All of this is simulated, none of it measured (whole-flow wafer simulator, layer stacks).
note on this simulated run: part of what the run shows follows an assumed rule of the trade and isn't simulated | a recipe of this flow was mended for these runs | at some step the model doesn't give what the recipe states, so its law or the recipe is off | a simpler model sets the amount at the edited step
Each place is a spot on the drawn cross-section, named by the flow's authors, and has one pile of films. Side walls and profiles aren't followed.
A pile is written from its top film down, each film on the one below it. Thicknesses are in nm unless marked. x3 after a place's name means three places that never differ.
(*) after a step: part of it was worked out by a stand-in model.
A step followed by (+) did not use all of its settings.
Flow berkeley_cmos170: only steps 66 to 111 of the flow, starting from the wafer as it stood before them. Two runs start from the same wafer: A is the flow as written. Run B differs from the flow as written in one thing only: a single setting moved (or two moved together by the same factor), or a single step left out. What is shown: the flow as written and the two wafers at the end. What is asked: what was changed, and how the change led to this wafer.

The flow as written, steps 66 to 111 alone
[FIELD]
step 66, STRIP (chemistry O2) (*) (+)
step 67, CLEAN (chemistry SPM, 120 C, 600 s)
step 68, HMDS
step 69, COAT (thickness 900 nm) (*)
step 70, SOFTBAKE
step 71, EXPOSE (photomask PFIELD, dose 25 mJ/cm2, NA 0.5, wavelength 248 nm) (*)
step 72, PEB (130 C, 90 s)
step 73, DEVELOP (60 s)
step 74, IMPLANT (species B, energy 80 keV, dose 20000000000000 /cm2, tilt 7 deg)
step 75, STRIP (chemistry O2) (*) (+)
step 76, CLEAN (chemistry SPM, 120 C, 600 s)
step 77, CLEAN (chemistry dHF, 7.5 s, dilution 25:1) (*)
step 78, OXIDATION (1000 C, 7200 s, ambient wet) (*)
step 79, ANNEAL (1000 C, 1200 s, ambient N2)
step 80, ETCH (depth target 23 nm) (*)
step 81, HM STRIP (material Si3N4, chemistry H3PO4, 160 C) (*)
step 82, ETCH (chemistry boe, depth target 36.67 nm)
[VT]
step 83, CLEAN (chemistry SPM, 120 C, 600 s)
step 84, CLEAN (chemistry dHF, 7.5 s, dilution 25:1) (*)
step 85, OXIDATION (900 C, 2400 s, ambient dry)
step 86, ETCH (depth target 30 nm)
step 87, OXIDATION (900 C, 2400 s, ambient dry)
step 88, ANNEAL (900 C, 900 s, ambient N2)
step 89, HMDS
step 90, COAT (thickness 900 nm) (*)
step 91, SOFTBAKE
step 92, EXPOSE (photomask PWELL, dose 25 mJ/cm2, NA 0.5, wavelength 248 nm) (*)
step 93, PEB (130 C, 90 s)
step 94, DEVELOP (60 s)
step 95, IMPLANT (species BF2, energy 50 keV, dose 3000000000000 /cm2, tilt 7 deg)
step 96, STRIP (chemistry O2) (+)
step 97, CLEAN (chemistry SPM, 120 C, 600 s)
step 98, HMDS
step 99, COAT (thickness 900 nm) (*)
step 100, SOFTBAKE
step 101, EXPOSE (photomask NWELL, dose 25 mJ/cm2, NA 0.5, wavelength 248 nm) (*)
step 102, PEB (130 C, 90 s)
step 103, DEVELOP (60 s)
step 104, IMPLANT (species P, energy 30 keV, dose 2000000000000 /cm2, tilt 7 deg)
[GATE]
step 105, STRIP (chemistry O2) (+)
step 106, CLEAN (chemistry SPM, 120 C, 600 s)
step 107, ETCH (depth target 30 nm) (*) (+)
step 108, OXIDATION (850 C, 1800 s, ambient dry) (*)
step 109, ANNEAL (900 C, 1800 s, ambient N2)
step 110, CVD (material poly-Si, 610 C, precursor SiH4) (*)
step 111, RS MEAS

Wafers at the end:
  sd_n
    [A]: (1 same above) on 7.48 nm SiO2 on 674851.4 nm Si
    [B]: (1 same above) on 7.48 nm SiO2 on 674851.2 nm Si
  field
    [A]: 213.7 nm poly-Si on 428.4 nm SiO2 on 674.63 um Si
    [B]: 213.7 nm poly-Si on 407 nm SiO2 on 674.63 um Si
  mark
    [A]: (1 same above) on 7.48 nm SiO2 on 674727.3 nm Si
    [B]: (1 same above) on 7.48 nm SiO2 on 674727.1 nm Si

Cause: step 81, HM STRIP: 171 C was run, while the flow as written has 160 C.

How this came from the change, step by step:
  step 81, HM STRIP (material Si3N4, chemistry H3PO4, 160 C) (*)
      mark, sd_n, spacer_n and 9 more: A Si3N4 loses 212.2 (all of it), SiO2 loses 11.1 | B chemical SiO2 gains 0.5 (new film), Si3N4 loses 212.2 (all of it), SiO2 loses 26.6 (all of it), Si loses 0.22
      field: A SiO2 loses 17.7 | B SiO2 loses 39.2
  step 82, ETCH (chemistry boe, depth target 36.67 nm)
      mark, sd_n, spacer_n and 9 more: A SiO2 loses 15.5 (all of it) | B chemical SiO2 loses 0.5 (all of it)
